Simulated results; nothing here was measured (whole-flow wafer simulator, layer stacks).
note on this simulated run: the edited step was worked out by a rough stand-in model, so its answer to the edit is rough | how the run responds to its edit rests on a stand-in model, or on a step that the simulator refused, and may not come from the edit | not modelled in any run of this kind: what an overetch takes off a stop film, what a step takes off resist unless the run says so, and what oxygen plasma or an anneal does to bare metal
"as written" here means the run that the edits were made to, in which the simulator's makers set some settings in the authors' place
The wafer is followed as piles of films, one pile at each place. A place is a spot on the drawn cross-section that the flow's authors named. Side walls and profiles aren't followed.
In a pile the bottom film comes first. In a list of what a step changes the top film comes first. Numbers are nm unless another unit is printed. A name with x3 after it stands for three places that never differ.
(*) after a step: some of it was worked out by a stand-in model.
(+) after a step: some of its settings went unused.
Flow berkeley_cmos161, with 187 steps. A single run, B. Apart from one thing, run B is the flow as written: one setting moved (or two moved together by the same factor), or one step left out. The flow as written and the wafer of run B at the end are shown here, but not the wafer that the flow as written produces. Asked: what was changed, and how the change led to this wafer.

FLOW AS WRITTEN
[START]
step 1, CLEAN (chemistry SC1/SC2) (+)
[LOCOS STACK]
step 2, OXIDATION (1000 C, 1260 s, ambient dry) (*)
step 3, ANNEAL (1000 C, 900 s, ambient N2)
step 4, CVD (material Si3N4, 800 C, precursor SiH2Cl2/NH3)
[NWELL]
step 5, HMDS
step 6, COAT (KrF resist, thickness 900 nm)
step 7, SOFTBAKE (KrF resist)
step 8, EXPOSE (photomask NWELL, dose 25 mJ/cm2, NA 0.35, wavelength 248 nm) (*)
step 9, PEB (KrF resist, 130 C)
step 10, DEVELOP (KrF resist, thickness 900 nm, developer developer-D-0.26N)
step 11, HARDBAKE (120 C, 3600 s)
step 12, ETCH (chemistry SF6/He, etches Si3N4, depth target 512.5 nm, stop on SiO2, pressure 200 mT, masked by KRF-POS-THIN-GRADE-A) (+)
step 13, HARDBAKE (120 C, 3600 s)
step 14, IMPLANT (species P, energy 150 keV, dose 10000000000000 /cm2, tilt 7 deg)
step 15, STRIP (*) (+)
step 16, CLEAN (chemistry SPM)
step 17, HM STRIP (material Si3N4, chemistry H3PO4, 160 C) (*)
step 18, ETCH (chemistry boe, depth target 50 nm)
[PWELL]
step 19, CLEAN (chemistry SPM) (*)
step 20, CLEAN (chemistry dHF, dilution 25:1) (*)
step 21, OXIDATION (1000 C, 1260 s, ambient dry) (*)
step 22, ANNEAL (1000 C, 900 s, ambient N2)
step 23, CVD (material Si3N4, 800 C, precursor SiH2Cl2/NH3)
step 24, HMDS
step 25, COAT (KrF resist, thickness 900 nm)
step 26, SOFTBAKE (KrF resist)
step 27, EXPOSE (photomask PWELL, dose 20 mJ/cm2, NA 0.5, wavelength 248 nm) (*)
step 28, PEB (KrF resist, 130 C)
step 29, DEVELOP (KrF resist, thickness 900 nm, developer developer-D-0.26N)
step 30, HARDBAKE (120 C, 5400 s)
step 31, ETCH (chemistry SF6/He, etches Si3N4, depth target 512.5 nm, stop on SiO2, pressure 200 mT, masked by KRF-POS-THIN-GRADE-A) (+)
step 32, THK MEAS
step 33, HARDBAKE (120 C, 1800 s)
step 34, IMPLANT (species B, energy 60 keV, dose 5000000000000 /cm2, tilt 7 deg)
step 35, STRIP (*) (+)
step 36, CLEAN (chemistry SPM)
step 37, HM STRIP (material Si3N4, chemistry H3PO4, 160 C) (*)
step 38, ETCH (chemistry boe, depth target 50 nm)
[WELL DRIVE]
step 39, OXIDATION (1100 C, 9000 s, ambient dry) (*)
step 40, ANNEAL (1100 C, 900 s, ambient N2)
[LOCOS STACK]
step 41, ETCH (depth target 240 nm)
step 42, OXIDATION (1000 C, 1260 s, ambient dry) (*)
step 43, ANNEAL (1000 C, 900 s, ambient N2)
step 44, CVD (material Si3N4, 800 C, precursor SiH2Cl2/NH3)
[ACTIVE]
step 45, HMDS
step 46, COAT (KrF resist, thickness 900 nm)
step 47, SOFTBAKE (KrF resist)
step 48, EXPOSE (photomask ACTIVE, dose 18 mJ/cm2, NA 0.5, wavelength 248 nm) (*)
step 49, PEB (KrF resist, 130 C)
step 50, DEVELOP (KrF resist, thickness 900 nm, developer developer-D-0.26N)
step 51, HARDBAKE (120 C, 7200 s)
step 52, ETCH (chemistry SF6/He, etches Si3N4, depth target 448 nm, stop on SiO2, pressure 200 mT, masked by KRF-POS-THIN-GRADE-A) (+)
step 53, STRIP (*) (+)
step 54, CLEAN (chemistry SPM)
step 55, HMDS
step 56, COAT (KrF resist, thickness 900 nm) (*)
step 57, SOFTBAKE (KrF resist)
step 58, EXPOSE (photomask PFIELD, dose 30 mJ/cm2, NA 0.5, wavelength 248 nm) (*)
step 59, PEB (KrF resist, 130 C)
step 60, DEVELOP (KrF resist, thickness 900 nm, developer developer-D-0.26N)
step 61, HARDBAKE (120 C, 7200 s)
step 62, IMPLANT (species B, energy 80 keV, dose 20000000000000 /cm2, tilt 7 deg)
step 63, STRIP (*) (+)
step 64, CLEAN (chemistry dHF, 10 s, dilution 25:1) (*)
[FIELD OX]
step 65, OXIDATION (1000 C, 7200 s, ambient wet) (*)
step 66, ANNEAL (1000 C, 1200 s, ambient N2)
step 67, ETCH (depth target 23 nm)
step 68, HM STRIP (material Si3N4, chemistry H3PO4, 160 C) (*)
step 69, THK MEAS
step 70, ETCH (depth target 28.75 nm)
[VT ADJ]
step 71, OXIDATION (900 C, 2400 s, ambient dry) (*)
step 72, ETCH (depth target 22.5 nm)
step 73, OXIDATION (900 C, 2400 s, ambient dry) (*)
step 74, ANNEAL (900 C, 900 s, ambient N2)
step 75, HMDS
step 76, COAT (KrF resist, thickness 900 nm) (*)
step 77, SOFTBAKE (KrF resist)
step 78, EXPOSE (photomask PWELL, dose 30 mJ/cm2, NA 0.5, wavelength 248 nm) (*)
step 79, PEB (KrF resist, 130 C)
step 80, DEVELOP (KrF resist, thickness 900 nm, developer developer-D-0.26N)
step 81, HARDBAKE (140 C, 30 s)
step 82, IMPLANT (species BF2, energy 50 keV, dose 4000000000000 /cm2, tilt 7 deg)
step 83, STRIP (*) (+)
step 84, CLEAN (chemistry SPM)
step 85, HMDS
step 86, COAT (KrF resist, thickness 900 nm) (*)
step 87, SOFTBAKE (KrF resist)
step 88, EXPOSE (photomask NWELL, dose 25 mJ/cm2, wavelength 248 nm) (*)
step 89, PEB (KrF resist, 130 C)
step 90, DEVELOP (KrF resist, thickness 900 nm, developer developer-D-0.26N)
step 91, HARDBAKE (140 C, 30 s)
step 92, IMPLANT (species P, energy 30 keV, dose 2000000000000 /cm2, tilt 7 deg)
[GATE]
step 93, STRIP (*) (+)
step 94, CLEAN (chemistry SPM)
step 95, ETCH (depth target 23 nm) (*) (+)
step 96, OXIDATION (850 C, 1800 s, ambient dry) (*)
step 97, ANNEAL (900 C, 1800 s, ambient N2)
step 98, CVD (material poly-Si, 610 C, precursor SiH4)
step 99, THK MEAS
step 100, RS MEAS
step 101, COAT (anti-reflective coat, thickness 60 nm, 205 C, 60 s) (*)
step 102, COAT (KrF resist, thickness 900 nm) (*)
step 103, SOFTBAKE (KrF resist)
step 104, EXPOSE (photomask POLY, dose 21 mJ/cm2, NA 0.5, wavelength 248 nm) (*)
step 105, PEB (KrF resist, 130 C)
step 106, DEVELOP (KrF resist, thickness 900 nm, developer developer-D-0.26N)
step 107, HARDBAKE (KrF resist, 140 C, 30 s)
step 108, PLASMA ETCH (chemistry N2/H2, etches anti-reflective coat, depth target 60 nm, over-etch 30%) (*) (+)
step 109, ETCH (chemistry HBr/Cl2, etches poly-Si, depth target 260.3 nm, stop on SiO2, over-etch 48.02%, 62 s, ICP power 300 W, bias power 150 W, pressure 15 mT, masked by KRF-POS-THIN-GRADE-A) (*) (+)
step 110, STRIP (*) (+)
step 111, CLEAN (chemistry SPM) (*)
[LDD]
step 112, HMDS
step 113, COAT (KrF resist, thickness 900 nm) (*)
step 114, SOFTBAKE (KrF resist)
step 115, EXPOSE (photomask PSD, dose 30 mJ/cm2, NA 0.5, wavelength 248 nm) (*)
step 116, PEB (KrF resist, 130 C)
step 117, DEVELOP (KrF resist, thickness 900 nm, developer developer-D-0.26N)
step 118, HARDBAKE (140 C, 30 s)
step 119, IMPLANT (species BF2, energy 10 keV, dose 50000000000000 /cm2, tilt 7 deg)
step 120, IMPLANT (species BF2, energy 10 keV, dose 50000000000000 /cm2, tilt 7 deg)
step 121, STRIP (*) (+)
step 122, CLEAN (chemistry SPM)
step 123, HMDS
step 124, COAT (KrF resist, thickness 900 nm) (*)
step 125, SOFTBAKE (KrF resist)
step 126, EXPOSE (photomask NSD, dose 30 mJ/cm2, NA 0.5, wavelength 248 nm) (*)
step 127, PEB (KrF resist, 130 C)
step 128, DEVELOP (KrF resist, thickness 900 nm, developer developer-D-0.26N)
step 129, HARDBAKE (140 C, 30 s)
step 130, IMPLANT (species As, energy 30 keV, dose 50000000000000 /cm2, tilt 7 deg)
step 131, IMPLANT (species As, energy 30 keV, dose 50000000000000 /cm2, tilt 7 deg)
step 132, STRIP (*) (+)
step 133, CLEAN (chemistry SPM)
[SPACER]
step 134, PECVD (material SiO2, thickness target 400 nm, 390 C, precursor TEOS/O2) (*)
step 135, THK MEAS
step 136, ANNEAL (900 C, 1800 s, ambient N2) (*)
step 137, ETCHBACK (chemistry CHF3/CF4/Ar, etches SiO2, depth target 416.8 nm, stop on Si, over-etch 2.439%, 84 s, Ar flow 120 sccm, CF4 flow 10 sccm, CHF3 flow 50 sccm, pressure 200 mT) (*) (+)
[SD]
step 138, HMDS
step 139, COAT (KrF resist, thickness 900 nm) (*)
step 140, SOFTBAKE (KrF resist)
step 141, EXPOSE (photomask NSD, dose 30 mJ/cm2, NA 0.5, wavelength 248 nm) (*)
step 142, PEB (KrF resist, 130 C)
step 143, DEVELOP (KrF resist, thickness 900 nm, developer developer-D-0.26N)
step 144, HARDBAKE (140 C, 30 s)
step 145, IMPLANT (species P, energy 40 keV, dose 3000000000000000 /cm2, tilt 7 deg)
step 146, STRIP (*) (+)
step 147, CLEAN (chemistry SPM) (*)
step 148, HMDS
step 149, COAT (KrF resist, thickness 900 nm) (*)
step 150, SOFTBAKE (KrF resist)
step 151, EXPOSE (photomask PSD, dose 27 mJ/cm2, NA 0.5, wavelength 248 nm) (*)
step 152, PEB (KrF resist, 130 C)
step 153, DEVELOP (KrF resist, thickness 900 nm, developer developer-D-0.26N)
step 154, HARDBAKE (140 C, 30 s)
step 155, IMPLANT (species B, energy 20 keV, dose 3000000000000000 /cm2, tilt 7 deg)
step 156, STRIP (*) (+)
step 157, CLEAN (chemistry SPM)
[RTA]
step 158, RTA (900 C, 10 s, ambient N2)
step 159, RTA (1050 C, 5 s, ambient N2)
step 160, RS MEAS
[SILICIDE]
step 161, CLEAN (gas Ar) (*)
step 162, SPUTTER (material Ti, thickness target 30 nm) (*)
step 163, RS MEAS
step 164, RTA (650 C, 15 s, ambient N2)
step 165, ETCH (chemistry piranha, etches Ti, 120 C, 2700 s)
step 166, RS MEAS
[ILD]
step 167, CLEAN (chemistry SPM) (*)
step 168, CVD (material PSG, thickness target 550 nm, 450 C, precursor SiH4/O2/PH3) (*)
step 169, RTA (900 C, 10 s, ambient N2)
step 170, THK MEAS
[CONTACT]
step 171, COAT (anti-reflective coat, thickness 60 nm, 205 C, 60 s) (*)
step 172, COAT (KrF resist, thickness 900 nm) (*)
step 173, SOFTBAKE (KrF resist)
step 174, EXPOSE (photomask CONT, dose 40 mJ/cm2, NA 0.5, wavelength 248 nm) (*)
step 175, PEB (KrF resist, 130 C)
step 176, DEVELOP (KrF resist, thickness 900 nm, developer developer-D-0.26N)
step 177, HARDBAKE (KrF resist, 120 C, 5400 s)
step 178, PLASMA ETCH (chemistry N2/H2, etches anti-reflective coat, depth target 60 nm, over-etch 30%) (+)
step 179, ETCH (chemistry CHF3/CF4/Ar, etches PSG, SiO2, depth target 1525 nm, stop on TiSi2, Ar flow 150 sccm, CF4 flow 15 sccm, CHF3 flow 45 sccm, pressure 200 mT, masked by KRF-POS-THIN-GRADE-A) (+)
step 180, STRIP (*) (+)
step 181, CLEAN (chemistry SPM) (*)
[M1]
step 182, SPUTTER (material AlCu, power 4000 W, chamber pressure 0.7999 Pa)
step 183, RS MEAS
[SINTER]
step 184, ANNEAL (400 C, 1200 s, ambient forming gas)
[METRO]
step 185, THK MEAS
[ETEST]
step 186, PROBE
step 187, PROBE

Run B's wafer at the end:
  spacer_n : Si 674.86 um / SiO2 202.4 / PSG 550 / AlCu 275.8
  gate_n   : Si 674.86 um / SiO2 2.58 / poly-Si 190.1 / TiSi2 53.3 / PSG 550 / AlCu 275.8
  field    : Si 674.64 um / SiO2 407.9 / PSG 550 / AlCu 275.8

Cause: step 96, OXIDATION: 722 C was run, while the flow as written has 850 C.

The path from the change to this, step by step:
  step 96, OXIDATION (850 C, 1800 s, ambient dry) (*)
      sd_n, spacer_n, gate_n, sd_p, spacer_p, gate_p, contact, m1: +2.58 SiO2 (new film), -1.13 Si (in the flow as written it would be: +7.48 SiO2 (new film), -3.29 Si)
